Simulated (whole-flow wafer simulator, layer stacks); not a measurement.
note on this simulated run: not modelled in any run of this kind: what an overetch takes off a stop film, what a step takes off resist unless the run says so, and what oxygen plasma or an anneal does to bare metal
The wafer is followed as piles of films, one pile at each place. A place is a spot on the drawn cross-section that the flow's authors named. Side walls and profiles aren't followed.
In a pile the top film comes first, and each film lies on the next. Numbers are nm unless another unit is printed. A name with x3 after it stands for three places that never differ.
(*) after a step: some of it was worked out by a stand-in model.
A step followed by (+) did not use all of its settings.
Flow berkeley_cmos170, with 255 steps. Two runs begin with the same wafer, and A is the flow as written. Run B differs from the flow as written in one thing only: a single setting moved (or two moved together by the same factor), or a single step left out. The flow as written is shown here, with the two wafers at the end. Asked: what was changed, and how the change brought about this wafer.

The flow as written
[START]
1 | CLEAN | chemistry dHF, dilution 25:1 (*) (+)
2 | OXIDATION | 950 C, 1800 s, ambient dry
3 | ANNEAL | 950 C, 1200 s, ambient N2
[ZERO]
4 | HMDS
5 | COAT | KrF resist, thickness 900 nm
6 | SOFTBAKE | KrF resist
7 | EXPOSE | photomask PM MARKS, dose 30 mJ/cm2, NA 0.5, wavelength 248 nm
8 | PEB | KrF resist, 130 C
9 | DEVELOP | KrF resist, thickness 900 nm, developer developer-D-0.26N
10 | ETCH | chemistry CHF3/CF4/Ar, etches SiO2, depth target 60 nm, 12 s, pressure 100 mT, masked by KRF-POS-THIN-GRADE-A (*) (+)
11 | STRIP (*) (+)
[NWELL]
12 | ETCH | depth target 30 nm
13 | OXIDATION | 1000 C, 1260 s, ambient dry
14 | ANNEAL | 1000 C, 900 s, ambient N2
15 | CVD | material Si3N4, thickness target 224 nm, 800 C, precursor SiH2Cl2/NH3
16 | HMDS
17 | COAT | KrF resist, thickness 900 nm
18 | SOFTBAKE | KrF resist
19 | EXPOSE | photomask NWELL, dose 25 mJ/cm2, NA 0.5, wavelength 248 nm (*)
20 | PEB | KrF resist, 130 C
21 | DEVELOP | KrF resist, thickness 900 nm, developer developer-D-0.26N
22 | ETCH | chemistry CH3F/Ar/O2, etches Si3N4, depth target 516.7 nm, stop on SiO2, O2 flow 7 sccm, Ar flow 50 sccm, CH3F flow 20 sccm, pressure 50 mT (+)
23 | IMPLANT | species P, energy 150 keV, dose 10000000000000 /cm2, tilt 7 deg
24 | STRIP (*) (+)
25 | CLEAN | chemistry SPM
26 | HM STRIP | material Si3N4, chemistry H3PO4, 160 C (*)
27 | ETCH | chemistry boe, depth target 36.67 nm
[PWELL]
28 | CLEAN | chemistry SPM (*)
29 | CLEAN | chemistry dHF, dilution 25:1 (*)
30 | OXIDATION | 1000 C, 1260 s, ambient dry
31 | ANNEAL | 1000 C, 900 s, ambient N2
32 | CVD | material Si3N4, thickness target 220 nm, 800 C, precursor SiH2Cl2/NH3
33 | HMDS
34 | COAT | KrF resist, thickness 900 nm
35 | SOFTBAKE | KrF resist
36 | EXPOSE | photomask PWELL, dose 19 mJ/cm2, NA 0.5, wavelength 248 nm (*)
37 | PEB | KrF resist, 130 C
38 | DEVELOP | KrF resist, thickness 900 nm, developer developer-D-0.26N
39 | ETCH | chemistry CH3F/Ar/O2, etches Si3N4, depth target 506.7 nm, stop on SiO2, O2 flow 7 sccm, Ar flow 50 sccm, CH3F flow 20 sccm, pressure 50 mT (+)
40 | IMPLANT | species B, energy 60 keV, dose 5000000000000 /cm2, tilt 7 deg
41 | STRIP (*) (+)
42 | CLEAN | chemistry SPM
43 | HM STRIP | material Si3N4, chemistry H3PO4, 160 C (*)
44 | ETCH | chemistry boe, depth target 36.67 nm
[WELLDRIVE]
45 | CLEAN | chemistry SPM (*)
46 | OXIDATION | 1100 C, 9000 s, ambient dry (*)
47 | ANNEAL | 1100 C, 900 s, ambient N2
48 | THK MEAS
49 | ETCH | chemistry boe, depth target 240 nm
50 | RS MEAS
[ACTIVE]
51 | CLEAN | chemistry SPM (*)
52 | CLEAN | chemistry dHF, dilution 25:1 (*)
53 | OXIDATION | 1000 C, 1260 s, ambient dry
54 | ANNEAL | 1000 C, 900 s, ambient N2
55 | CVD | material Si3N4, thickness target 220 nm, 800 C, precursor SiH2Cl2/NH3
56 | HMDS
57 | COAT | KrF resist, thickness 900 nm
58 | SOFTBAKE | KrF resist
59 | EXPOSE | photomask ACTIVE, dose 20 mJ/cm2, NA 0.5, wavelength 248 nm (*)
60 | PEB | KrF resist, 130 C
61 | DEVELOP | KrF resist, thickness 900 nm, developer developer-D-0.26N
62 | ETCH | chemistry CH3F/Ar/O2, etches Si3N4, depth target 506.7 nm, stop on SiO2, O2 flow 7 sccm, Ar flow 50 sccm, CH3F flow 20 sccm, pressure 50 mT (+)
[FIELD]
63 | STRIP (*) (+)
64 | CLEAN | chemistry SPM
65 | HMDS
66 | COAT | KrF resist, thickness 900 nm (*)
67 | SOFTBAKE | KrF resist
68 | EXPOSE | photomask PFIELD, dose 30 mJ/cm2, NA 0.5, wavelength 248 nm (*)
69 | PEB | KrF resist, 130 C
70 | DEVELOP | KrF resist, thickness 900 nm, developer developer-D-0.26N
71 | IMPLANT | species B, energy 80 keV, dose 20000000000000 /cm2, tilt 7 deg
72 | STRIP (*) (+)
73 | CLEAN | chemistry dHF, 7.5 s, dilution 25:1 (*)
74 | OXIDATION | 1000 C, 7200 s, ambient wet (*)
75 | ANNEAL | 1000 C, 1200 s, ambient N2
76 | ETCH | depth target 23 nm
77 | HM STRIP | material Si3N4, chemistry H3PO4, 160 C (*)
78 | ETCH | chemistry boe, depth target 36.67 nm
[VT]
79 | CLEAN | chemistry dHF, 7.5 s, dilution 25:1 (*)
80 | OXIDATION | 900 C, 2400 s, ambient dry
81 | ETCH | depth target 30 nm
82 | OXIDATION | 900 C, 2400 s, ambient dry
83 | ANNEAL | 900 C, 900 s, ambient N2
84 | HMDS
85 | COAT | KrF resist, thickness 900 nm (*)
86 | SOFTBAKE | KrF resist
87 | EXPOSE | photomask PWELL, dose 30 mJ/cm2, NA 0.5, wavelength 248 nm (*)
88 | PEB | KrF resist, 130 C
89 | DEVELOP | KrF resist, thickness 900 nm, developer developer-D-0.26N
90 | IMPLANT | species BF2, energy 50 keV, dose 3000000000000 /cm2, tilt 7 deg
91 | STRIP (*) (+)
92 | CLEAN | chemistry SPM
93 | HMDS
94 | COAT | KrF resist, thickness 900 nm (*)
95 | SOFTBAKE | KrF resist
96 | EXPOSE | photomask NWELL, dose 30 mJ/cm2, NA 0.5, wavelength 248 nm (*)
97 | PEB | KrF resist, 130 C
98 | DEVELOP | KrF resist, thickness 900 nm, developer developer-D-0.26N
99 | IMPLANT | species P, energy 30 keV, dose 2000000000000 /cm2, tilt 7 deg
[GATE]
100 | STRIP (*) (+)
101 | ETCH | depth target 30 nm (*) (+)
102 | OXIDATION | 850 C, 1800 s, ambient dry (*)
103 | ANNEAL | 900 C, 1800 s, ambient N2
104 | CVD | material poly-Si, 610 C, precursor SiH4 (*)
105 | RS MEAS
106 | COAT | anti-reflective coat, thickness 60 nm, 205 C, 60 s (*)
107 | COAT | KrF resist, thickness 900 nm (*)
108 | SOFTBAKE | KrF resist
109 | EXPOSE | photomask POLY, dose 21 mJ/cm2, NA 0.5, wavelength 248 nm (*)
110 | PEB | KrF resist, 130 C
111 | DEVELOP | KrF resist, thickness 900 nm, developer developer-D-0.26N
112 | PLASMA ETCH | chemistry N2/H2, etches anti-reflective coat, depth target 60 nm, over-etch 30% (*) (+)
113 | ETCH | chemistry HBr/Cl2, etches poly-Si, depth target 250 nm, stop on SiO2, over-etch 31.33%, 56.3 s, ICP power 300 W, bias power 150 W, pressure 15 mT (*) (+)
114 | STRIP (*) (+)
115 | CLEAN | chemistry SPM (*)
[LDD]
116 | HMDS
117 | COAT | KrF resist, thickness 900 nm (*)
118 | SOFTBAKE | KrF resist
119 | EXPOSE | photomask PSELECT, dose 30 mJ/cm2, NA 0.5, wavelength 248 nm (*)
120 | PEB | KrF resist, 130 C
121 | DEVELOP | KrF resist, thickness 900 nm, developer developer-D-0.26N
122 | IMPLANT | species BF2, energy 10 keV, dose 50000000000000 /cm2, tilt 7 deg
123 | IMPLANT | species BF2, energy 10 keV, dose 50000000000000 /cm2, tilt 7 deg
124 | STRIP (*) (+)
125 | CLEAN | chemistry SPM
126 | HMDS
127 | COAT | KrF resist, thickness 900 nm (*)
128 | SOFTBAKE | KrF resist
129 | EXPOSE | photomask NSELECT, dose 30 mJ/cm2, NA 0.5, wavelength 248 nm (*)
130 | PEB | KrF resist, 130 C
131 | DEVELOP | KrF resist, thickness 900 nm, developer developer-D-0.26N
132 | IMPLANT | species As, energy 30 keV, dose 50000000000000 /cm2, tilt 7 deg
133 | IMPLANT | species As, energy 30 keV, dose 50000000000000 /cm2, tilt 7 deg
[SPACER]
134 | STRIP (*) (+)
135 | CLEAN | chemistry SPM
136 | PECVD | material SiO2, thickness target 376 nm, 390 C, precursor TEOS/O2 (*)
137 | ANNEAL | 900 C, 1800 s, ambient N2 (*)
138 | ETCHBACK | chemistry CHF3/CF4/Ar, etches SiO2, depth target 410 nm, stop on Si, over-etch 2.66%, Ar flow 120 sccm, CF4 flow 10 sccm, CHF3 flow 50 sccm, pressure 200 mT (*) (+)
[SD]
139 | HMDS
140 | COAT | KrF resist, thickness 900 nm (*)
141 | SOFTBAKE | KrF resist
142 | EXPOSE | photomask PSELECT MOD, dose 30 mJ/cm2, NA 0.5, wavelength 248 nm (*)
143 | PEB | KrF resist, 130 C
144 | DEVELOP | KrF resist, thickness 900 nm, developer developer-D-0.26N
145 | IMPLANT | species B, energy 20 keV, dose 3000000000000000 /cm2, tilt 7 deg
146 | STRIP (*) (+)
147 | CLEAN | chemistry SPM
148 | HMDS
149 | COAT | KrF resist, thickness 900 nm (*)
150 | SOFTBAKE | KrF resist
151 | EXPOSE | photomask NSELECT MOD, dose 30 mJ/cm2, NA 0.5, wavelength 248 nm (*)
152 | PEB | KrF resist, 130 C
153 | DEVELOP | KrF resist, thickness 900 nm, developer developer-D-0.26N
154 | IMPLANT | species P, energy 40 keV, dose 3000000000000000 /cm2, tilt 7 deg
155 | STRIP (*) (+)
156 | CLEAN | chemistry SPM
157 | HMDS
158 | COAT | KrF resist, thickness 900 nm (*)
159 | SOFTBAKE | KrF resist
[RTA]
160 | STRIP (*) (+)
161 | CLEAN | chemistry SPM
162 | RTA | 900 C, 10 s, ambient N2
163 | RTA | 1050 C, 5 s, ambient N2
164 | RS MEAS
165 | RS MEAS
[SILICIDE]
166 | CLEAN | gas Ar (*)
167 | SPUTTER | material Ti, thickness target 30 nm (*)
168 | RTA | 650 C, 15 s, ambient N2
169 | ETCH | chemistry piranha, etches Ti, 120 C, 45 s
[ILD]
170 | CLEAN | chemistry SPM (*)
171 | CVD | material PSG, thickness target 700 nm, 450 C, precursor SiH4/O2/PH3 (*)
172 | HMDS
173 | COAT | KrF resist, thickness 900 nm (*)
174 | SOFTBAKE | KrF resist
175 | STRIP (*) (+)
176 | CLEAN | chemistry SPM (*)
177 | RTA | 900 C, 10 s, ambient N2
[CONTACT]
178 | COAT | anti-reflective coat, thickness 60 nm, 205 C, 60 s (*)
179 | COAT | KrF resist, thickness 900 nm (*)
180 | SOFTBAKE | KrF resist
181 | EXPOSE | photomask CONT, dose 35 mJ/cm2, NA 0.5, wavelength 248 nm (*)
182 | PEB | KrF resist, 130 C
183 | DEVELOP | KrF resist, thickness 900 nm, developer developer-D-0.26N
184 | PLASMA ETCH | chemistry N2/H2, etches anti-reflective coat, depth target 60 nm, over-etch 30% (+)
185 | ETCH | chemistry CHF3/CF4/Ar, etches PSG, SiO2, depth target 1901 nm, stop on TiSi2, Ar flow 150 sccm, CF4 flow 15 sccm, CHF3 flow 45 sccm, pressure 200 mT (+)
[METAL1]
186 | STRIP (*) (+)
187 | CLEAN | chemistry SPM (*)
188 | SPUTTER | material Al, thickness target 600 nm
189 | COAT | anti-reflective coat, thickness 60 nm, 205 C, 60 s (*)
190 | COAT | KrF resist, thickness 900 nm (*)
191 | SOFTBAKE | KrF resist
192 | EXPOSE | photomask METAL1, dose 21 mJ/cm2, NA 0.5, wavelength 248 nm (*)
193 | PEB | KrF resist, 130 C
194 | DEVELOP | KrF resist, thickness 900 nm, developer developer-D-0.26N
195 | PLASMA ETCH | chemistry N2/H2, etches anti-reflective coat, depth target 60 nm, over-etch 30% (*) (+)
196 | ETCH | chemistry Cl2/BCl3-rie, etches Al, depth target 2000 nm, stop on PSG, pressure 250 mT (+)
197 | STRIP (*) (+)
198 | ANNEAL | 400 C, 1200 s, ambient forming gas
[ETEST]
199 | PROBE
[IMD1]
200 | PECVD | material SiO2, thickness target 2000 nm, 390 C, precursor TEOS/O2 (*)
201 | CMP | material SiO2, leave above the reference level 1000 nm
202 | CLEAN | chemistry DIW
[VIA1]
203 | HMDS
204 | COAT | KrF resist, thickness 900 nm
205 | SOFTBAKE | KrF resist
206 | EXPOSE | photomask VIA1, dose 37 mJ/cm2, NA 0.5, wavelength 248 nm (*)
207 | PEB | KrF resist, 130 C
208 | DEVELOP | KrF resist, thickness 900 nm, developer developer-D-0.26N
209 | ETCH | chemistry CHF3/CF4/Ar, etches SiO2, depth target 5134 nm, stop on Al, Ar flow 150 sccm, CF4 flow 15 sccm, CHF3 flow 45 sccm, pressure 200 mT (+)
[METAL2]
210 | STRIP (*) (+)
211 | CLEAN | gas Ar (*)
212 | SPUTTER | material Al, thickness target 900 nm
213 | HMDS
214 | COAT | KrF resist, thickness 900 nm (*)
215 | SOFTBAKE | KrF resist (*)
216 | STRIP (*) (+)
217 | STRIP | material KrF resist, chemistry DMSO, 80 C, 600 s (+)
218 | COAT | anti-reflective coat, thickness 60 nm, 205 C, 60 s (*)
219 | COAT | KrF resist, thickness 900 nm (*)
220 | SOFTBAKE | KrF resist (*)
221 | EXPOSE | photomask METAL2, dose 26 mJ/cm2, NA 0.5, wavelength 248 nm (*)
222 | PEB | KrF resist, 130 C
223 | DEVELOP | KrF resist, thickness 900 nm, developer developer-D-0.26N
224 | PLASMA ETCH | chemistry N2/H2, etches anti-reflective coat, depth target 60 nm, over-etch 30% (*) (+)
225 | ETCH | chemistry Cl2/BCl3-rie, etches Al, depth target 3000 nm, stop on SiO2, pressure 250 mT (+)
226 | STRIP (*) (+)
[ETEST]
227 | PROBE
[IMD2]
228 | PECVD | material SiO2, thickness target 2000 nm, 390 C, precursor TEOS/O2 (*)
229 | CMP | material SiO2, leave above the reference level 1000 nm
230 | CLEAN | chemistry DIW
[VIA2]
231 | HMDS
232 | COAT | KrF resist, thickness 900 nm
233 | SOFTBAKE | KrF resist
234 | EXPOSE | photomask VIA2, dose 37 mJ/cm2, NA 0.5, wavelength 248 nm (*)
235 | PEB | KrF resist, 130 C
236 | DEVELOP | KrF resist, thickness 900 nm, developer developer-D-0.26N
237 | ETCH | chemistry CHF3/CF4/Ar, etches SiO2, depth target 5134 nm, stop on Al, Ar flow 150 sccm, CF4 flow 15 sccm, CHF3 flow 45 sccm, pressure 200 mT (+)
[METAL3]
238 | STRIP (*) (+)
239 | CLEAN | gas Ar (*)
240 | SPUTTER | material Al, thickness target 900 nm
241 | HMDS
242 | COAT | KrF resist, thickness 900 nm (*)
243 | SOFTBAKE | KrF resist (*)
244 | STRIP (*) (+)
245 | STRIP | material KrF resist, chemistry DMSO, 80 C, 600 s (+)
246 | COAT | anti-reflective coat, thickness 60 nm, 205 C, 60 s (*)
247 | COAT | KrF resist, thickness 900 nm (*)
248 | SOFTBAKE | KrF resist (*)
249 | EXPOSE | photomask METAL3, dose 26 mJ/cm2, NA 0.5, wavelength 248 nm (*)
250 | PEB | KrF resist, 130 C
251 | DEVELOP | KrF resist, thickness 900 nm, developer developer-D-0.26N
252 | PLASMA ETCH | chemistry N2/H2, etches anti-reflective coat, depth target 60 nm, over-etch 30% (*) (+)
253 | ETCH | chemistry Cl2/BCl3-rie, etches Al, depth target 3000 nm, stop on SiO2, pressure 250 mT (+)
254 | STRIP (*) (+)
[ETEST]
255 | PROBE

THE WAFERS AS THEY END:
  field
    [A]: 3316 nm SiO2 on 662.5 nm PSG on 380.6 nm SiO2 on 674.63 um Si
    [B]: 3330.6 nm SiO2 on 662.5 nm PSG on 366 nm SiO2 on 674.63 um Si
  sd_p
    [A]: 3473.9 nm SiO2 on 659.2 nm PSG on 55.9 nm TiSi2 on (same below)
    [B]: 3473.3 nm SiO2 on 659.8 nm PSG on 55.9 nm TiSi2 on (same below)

Cause: step 78, ETCH: depth target 51.33 nm was run, whereas the flow has depth target 36.67 nm.

How this came from the change, step by step:
  78 | ETCH | chemistry boe, depth target 36.67 nm
      field: A -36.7 SiO2 | B -51.3 SiO2
  106 | COAT | anti-reflective coat, thickness 60 nm, 205 C, 60 s (*)
      sd_n: A +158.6 anti-reflective coat (new film) | B +148.9 anti-reflective coat (new film)
      spacer_n: A +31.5 anti-reflective coat (new film) | B +35 anti-reflective coat (new film)
      (as well as at 5 more places)
  112 | PLASMA ETCH | chemistry N2/H2, etches anti-reflective coat, depth target 60 nm, over-etch 30% (*) (+)
      sd_n: A -158.6 anti-reflective coat (all of it), -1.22 poly-Si | B -148.9 anti-reflective coat (all of it), -1.15 poly-Si
      spacer_n: A -31.5 anti-reflective coat (all of it), -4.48 poly-Si | B -35 anti-reflective coat (all of it), -4.07 poly-Si
      (as well as at 3 more places)
  114 | STRIP (*) (+)
      gate_n: A +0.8 chemical SiO2 (new film), -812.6 KrF resist (all of it), -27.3 anti-reflective coat (all of it), -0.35 poly-Si | B +0.8 chemical SiO2 (new film), -801.1 KrF resist (all of it), -30.9 anti-reflective coat (all of it), -0.35 poly-Si
      gate_p: A +0.8 chemical SiO2 (new film), -782.1 KrF resist (all of it), -29.6 anti-reflective coat (all of it), -0.35 poly-Si | B +0.8 chemical SiO2 (new film), -774.6 KrF resist (all of it), -32.2 anti-reflective coat (all of it), -0.35 poly-Si
  178 | COAT | anti-reflective coat, thickness 60 nm, 205 C, 60 s (*)
      sd_n: A +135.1 anti-reflective coat (new film) | B +127.8 anti-reflective coat (new film)
      gate_n: A +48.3 anti-reflective coat (new film) | B +47.2 anti-reflective coat (new film)
      (as well as at 2 more places)
  186 | STRIP (*) (+)
      sd_n: A -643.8 KrF resist (all of it), -135.1 anti-reflective coat (all of it) | B -643 KrF resist (all of it), -127.8 anti-reflective coat (all of it)
      gate_n: A -553.1 KrF resist (all of it), -48.3 anti-reflective coat (all of it) | B -546.4 KrF resist (all of it), -47.2 anti-reflective coat (all of it)
      (as well as at 2 more places)
  189 | COAT | anti-reflective coat, thickness 60 nm, 205 C, 60 s (*)
      m2: A +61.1 anti-reflective coat (new film) | B +63.1 anti-reflective coat (new film)
  197 | STRIP (*) (+)
      m2: A -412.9 KrF resist (all of it), -61.1 anti-reflective coat (all of it) | B -407.7 KrF resist (all of it), -63.1 anti-reflective coat (all of it)
  201 | CMP | material SiO2, leave above the reference level 1000 nm
      field: A -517 SiO2 | B -502.4 SiO2
